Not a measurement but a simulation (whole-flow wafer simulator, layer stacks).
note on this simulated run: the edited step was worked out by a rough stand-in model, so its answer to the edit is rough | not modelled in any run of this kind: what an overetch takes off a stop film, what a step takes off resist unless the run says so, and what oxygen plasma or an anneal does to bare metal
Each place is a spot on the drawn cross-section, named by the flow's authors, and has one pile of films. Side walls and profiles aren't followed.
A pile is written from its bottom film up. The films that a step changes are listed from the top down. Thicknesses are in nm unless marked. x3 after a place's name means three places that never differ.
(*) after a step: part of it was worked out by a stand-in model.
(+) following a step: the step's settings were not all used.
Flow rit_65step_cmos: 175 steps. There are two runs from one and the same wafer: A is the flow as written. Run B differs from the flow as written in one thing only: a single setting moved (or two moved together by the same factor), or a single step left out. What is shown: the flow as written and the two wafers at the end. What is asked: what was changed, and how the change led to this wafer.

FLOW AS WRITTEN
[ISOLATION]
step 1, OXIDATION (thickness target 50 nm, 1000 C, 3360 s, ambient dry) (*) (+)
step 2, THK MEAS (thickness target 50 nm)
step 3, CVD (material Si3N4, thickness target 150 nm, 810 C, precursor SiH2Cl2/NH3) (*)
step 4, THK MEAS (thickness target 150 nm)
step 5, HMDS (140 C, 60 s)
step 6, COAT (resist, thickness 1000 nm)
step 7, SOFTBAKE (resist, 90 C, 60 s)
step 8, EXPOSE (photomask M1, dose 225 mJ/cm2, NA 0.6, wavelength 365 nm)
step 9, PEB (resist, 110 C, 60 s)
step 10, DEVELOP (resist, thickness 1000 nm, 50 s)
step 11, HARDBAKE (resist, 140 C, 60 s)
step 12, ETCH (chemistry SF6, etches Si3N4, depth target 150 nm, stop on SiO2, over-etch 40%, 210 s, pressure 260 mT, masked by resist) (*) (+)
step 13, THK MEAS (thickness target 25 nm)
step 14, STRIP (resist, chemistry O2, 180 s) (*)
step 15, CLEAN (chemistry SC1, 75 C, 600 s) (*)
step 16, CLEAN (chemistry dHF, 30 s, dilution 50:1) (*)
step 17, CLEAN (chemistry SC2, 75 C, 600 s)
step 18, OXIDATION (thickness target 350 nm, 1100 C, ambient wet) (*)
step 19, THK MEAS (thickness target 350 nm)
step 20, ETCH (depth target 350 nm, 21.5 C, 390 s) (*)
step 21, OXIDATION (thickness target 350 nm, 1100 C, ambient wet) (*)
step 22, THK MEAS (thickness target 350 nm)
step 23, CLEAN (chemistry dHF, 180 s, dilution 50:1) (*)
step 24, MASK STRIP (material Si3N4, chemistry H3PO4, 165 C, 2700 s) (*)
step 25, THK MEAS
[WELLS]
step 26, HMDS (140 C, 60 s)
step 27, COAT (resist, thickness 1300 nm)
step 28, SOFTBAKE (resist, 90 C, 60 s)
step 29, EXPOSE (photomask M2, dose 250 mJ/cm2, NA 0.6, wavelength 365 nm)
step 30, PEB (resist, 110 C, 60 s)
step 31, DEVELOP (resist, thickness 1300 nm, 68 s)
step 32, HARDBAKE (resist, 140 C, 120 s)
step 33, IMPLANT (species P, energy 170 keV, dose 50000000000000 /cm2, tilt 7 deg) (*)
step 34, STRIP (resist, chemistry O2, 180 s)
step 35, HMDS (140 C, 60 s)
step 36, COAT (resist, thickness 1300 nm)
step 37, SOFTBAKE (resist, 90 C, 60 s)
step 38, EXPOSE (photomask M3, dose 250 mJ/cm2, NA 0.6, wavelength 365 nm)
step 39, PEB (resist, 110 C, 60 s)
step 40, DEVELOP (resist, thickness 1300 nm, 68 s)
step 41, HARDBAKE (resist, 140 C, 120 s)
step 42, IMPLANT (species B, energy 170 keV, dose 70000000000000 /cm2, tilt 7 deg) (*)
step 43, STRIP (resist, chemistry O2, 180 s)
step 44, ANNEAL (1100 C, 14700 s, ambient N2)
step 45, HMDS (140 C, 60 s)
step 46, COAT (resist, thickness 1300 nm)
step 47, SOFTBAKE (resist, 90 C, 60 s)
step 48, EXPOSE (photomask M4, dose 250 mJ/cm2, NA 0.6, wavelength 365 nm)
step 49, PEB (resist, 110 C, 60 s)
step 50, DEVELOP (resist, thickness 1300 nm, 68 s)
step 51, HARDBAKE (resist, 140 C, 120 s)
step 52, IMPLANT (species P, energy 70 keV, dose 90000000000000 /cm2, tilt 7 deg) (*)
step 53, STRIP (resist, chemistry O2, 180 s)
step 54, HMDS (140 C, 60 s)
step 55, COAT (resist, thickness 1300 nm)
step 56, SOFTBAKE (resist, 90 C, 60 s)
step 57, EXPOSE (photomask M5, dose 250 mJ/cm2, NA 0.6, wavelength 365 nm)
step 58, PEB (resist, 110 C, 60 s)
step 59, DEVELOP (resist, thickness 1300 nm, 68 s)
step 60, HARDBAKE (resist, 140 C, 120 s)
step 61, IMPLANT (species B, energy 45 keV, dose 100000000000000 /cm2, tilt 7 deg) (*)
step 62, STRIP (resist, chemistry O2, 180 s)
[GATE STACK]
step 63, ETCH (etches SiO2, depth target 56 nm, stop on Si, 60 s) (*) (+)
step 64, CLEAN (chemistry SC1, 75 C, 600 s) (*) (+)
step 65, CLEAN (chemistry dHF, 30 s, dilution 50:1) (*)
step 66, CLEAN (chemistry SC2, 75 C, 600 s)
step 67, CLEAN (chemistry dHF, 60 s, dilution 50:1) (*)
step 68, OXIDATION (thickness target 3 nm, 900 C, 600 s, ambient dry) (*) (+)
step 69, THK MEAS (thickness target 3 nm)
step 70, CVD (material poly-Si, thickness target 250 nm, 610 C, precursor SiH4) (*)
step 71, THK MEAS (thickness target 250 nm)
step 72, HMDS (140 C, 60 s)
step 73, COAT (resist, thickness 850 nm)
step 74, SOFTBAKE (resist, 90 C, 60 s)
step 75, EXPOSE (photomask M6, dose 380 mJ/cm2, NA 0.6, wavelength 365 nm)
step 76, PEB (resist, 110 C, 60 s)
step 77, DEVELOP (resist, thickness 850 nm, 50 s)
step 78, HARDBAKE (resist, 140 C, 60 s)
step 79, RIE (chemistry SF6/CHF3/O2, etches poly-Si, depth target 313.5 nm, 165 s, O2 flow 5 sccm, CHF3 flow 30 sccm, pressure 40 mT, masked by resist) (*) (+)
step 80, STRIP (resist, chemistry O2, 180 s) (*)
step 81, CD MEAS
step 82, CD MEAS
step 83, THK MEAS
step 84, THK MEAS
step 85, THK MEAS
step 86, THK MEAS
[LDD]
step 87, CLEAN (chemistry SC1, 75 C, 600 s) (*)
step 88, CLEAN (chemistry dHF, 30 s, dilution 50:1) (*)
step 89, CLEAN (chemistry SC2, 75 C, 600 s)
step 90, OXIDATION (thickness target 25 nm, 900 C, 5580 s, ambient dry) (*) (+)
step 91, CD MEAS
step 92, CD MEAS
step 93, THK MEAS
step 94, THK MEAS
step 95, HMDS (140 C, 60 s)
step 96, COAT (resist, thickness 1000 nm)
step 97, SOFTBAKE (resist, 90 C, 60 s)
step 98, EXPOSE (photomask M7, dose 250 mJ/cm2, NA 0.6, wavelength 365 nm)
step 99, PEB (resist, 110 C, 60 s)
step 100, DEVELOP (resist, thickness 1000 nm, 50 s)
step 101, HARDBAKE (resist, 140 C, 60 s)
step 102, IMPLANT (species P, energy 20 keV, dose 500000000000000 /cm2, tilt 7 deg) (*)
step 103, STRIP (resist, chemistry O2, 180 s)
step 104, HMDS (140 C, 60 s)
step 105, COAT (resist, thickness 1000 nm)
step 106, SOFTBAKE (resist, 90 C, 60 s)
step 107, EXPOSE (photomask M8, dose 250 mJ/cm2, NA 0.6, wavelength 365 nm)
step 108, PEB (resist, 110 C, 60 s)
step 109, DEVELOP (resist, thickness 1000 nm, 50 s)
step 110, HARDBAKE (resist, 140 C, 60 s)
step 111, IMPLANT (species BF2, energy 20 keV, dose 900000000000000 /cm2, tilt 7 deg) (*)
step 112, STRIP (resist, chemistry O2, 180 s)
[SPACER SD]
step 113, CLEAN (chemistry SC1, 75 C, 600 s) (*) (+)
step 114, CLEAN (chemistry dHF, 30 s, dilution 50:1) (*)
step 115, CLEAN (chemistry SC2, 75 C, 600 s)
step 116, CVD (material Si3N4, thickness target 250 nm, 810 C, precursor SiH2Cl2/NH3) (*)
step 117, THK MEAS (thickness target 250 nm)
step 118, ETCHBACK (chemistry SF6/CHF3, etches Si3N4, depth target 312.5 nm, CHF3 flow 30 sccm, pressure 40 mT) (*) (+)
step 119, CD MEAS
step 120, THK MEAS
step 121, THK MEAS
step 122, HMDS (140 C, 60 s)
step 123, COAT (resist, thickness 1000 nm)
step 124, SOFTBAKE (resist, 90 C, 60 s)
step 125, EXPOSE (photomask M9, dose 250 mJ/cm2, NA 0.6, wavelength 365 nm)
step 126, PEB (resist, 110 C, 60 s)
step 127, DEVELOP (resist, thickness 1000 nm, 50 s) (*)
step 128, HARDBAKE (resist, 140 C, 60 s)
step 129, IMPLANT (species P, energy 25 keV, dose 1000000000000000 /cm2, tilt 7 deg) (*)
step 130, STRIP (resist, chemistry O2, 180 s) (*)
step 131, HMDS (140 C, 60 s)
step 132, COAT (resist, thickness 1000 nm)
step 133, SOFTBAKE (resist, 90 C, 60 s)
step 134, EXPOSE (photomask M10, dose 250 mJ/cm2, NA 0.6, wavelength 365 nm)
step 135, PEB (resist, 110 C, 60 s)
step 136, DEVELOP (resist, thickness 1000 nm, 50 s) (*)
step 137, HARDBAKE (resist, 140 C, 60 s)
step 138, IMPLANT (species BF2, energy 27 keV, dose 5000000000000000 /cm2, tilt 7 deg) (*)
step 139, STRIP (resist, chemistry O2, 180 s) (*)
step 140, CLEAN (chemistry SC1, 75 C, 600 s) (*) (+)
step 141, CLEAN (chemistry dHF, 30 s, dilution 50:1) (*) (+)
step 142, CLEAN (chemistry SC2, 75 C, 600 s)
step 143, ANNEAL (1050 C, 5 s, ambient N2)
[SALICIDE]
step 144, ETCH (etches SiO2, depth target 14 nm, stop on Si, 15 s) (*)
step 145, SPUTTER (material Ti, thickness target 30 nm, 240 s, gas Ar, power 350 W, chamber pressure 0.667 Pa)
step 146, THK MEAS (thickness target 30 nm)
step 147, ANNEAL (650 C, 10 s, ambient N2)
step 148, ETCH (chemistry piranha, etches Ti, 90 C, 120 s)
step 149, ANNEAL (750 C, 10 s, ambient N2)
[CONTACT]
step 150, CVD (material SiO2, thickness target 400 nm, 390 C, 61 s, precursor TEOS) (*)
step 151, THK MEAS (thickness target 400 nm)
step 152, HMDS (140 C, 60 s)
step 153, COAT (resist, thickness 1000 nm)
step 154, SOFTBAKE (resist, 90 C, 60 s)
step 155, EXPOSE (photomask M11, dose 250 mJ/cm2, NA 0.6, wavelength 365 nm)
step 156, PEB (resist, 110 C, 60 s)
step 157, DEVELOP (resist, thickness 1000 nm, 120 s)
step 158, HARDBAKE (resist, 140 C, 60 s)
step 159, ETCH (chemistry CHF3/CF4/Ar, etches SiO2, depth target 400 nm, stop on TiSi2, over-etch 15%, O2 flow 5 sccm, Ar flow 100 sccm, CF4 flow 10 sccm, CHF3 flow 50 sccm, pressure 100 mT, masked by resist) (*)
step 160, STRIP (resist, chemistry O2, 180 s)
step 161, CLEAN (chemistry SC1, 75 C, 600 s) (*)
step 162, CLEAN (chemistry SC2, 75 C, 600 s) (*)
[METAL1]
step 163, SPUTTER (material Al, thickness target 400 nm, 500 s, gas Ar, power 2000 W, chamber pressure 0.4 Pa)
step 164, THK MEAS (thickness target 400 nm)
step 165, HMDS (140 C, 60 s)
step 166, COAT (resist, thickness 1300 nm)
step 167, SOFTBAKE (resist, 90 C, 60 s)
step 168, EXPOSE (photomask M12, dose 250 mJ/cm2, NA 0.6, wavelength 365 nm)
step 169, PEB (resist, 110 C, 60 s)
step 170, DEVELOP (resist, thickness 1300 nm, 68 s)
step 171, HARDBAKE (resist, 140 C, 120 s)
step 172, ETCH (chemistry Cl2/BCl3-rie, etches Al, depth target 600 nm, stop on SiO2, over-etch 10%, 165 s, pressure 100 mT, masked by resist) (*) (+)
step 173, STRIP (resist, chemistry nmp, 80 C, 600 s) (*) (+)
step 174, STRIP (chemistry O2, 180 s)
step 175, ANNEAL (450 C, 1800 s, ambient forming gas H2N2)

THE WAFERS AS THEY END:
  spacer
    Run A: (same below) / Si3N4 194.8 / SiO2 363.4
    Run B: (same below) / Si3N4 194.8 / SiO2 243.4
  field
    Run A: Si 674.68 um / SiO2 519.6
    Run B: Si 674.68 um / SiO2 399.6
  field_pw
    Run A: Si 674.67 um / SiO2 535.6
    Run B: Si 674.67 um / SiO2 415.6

Cause: step 150, CVD: thickness target 280 nm was run, though the flow has thickness target 400 nm.

The path from the change to this, step by step:
  step 150, CVD (material SiO2, thickness target 400 nm, 390 C, 61 s, precursor TEOS) (*)
      field, field_pw, field_nw, field_p: A +400 SiO2 | B +280 SiO2
      spacer, spacer_p: A +400 SiO2 (new film) | B +280 SiO2 (new film)
      (as well as at 2 more places)
  step 159, ETCH (chemistry CHF3/CF4/Ar, etches SiO2, depth target 400 nm, stop on TiSi2, over-etch 15%, O2 flow 5 sccm, Ar flow 100 sccm, CF4 flow 10 sccm, CHF3 flow 50 sccm, pressure 100 mT, masked by resist) (*)
      field, field_pw, field_nw, field_p, gate_n, gate_p, spacer, spacer_p: A -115 resist | B -80.5 resist
  step 160, STRIP (resist, chemistry O2, 180 s)
      field: A -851 resist (all of it) | B -884.4 resist (all of it)
      field_pw: A -820.1 resist (all of it) | B -853.9 resist (all of it)
      (as well as at 6 more places)
  step 172, ETCH (chemistry Cl2/BCl3-rie, etches Al, depth target 600 nm, stop on SiO2, over-etch 10%, 165 s, pressure 100 mT, masked by resist) (*) (+)
      gate_n, gate_p: A -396 Al (all of it), -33 SiO2 | B -388.3 Al (all of it), -34 SiO2
